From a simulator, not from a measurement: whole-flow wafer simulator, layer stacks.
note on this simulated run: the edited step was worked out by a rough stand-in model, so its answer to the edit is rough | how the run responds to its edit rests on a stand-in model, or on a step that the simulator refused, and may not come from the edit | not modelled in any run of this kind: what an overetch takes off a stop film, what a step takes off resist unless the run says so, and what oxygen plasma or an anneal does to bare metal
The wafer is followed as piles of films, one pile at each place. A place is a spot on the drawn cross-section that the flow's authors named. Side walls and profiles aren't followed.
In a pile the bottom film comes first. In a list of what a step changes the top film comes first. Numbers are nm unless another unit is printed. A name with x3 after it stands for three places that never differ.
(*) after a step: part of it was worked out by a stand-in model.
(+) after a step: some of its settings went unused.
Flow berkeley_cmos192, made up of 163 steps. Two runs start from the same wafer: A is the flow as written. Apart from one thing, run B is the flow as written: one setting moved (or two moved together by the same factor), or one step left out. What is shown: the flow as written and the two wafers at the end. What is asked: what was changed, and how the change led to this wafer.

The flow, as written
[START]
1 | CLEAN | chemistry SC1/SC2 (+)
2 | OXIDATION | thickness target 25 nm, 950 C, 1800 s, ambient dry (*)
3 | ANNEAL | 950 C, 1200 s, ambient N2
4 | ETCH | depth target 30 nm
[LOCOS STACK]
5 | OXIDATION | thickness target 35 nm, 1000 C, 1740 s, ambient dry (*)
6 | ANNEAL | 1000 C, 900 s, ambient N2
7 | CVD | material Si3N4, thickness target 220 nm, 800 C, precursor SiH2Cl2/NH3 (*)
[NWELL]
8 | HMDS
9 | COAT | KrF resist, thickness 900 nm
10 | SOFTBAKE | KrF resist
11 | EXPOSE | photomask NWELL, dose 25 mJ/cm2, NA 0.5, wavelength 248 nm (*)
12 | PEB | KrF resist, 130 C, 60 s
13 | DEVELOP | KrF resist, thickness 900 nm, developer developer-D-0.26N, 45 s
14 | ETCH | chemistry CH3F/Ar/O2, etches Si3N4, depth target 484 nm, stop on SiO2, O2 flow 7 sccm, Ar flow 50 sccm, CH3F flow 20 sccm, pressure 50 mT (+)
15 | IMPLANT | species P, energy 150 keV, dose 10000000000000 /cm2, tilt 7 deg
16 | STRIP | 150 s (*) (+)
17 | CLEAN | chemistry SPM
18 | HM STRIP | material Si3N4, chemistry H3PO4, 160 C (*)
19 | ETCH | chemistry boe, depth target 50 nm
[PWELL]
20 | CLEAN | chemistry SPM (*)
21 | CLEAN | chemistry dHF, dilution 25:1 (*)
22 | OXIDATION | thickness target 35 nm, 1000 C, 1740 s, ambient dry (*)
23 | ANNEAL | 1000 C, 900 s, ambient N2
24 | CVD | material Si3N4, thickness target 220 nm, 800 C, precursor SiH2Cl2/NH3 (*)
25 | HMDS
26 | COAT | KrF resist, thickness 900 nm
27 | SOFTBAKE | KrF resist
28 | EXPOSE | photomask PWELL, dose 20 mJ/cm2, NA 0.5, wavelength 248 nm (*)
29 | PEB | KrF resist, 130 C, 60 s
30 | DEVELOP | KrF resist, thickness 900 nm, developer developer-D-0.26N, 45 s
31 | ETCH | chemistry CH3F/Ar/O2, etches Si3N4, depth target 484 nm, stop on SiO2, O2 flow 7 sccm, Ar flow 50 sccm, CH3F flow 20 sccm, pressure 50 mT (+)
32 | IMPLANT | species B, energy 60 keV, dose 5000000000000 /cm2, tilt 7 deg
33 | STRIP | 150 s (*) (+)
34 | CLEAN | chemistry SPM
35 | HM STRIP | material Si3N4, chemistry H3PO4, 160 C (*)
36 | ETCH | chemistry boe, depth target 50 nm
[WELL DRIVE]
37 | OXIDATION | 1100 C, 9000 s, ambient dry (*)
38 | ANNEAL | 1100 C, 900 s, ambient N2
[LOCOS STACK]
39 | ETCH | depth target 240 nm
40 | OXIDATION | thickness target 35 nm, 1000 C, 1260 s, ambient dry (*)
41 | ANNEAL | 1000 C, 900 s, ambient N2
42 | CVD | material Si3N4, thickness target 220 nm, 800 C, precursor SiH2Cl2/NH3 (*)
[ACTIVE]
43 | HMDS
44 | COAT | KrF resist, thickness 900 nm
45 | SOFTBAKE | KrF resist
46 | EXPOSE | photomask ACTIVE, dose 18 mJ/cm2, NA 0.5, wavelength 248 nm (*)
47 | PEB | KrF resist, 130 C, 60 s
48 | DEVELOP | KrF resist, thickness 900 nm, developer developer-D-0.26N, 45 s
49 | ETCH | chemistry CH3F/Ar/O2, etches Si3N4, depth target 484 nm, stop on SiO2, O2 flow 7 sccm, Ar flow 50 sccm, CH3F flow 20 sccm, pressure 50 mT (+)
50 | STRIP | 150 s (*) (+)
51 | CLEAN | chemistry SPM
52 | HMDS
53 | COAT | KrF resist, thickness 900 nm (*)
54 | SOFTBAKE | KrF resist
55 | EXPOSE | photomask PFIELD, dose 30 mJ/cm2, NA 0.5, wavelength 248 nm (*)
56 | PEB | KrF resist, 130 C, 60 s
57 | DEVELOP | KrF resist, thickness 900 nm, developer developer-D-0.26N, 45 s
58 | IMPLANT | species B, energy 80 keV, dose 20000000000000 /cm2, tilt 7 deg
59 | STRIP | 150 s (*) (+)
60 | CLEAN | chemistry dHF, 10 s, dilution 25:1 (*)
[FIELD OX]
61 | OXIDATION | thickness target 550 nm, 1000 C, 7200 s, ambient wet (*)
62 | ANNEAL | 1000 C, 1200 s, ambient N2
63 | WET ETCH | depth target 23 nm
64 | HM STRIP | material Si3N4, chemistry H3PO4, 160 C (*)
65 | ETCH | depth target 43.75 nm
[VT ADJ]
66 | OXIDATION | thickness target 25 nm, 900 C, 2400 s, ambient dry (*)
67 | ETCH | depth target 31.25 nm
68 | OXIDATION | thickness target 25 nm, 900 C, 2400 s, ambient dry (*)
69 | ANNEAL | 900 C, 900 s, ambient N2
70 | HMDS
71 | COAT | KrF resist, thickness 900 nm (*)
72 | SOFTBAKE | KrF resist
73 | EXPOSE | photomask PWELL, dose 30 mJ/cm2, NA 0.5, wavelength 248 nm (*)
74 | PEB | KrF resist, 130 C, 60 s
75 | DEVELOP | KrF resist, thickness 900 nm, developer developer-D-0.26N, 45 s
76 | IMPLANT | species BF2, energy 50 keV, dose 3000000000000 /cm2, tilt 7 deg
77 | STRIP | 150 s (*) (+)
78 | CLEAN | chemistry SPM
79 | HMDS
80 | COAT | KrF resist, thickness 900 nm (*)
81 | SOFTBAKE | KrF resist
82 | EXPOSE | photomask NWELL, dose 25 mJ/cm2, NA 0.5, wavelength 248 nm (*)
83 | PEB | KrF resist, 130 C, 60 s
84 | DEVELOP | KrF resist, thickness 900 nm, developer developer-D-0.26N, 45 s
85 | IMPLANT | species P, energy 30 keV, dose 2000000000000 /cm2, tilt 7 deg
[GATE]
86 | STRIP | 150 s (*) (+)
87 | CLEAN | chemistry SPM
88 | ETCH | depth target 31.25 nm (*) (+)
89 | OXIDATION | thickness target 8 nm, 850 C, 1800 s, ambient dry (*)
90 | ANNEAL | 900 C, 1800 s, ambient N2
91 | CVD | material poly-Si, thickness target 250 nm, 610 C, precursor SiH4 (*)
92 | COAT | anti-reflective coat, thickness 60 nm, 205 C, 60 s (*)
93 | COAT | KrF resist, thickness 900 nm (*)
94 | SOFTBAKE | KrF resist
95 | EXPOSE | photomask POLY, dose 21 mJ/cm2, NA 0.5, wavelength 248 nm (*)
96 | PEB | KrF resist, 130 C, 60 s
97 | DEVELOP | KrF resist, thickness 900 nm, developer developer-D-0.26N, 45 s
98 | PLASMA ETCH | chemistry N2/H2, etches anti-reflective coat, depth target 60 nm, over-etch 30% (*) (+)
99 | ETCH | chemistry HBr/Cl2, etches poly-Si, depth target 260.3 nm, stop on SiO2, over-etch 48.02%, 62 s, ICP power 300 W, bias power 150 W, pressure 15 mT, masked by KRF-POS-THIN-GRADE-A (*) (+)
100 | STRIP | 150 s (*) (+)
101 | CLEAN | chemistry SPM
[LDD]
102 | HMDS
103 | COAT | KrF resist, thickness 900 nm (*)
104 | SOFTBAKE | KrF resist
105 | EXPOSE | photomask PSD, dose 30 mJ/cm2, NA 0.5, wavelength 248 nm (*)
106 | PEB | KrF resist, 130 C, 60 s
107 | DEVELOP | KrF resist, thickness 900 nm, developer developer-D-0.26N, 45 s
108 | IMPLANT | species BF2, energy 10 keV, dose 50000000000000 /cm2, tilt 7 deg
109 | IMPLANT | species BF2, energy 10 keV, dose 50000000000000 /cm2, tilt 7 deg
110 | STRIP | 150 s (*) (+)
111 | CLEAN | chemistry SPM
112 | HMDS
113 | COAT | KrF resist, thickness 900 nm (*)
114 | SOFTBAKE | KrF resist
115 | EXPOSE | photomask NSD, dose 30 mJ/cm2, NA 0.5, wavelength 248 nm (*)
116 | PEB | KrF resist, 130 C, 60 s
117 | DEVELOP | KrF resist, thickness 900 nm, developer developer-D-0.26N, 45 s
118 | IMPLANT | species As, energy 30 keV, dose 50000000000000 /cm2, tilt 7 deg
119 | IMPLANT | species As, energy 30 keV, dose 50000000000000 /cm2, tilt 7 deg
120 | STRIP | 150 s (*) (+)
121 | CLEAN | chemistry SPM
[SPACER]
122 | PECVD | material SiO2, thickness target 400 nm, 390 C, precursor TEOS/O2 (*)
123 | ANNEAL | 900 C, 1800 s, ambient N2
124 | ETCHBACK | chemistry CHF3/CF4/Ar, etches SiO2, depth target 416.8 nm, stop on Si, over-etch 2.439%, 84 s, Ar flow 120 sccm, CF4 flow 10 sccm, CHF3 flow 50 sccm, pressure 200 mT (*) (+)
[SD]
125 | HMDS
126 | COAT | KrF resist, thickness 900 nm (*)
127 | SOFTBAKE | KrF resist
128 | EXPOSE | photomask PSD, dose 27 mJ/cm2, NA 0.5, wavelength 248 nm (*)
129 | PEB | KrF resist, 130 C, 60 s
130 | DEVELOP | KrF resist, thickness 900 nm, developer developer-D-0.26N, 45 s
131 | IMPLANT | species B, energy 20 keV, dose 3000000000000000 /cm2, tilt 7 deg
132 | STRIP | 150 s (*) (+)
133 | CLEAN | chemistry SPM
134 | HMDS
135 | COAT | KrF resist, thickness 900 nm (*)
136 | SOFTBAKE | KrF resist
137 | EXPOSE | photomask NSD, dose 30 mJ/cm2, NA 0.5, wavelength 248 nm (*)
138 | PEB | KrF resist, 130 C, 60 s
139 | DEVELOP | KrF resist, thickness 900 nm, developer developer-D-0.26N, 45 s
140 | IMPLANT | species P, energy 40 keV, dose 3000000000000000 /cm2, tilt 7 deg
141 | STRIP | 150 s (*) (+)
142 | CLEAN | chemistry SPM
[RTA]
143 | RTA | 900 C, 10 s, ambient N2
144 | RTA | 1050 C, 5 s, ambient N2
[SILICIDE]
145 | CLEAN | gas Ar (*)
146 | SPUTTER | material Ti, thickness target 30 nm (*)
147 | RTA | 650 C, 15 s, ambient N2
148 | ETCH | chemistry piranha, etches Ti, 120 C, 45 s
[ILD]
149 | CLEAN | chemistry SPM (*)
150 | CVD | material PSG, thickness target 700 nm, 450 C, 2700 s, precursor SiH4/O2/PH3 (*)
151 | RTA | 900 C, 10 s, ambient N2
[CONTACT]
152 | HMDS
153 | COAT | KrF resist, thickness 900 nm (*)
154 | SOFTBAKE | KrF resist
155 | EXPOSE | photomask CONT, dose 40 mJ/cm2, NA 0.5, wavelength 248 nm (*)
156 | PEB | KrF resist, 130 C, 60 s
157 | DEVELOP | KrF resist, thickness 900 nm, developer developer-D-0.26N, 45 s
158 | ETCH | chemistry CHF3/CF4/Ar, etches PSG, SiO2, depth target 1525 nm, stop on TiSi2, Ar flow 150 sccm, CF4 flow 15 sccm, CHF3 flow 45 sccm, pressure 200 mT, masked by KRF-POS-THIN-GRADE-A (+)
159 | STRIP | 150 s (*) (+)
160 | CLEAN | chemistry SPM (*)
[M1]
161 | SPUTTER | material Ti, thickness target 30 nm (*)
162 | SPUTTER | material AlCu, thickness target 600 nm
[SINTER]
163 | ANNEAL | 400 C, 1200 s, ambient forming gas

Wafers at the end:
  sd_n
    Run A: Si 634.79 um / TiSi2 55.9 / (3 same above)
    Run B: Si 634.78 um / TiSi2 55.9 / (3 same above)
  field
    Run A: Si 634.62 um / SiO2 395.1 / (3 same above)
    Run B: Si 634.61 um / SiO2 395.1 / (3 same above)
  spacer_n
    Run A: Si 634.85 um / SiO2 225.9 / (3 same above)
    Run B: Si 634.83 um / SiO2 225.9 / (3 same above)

The reason: step 22, OXIDATION: 1100 C was run, while the flow as written has 1000 C.

The path from the change to this, step by step:
  22 | OXIDATION | thickness target 35 nm, 1000 C, 1740 s, ambient dry (*)
      field, sd_n, spacer_n and 6 more: A SiO2 gains 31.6 (new film), Si loses 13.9 | B SiO2 gains 72.3 (new film), Si loses 31.8
  36 | ETCH | chemistry boe, depth target 50 nm
      field, sd_n, spacer_n, gate, contact: A SiO2 loses 18.5 (all of it) | B SiO2 loses 50
      sd_p, spacer_p, gate_p, m1: A SiO2 loses 29.6 (all of it) | B SiO2 loses 50
  37 | OXIDATION | 1100 C, 9000 s, ambient dry (*)
      field, sd_n, spacer_n, gate, contact: A SiO2 gains 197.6 (new film), Si loses 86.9 | B SiO2 gains 190.2, Si loses 83.7
      sd_p, spacer_p, gate_p, m1: A SiO2 gains 197.6 (new film), Si loses 86.9 | B SiO2 gains 181.8, Si loses 80
  39 | ETCH | depth target 240 nm
      sd_p, spacer_p, gate_p, m1: A SiO2 loses 197.6 (all of it) | B SiO2 loses 202 (all of it)
  92 | COAT | anti-reflective coat, thickness 60 nm, 205 C, 60 s (*)
      spacer_p: A anti-reflective coat gains 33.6 (new film) | B anti-reflective coat gains 34.3 (new film)
      gate_p: A anti-reflective coat gains 31 (new film) | B anti-reflective coat gains 31.7 (new film)
      (as well as at 1 more place)
  98 | PLASMA ETCH | chemistry N2/H2, etches anti-reflective coat, depth target 60 nm, over-etch 30% (*) (+)
      spacer_p: A anti-reflective coat loses 33.6 (all of it), poly-Si loses 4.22 | B anti-reflective coat loses 34.3 (all of it), poly-Si loses 4.2
      m1: A anti-reflective coat loses 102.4 (all of it), poly-Si loses 2.46 | B anti-reflective coat loses 99.6 (all of it), poly-Si loses 2.52
  100 | STRIP | 150 s (*) (+)
      gate_p: A chemical SiO2 gains 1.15 (new film), KrF resist loses 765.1 (all of it), anti-reflective coat loses 31 (all of it), poly-Si loses 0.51 | B chemical SiO2 gains 1.15 (new film), KrF resist loses 762.8 (all of it), anti-reflective coat loses 31.7 (all of it), poly-Si loses 0.51
